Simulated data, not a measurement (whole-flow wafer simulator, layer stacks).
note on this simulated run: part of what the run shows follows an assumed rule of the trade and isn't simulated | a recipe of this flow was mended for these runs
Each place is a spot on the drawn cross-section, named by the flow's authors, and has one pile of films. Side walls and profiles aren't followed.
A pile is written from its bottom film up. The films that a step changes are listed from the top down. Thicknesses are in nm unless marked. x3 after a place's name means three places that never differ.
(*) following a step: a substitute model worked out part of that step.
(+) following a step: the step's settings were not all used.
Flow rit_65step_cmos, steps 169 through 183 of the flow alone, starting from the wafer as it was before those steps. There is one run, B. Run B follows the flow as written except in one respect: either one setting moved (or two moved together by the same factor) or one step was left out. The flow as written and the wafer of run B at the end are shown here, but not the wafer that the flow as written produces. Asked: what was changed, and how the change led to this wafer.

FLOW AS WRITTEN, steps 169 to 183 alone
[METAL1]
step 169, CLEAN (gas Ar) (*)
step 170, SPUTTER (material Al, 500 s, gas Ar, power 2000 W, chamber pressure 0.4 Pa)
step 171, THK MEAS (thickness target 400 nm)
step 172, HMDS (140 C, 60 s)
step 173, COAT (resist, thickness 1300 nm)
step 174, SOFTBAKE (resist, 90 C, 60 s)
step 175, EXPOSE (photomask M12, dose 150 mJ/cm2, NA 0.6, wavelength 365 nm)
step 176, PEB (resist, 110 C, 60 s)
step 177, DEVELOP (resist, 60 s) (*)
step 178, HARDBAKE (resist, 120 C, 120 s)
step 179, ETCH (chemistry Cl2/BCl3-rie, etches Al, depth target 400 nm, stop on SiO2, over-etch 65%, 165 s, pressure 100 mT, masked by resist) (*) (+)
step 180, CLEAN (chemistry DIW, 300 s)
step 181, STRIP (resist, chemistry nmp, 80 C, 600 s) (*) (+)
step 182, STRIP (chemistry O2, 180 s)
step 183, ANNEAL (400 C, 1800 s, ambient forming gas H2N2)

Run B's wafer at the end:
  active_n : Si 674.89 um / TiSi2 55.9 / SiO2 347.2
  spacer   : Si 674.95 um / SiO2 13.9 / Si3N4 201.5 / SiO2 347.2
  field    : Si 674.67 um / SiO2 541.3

The reason: step 170, SPUTTER: 362 s was run, whereas the flow has 500 s; step 177, DEVELOP: 43.5 s was run, where the flow has 60 s.

Step by step, how the change led to this:
  step 170, SPUTTER (material Al, 500 s, gas Ar, power 2000 W, chamber pressure 0.4 Pa)
      field, field_pw, field_nw and 10 more: +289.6 Al (new film) (as written it would have been: +400 Al (new film))
      contact: +189.2 Al (new film) (as written it would have been: +255.4 Al (new film))
  step 173, COAT (resist, thickness 1300 nm)
      contact: +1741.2 resist (new film) (as written it would have been: +1785.1 resist (new film))
  step 176, PEB (resist, 110 C, 60 s)
      contact: -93 resist (as written it would have been: -95.5 resist)
  step 177, DEVELOP (resist, 60 s) (*)
      active_n, active_p: -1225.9 resist (all of it), -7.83 Al (as written it would have been: -1226.2 resist (all of it), -13.3 Al)
      field: -1291.2 resist (all of it), -7.83 Al (as written it would have been: -1291.6 resist (all of it), -13.3 Al)
      (and at 9 other places as well)
  step 178, HARDBAKE (resist, 120 C, 120 s)
      contact: -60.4 resist (as written it would have been: -62.1 resist)
  step 179, ETCH (chemistry Cl2/BCl3-rie, etches Al, depth target 400 nm, stop on SiO2, over-etch 65%, 165 s, pressure 100 mT, masked by resist) (*) (+)
      field, field_pw, field_nw and 9 more: -281.8 Al (all of it), -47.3 SiO2 (as written it would have been: -386.7 Al (all of it), -34.2 SiO2)
  step 181, STRIP (resist, chemistry nmp, 80 C, 600 s) (*) (+)
      contact: -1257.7 resist (all of it) (as written it would have been: -1297.5 resist (all of it))
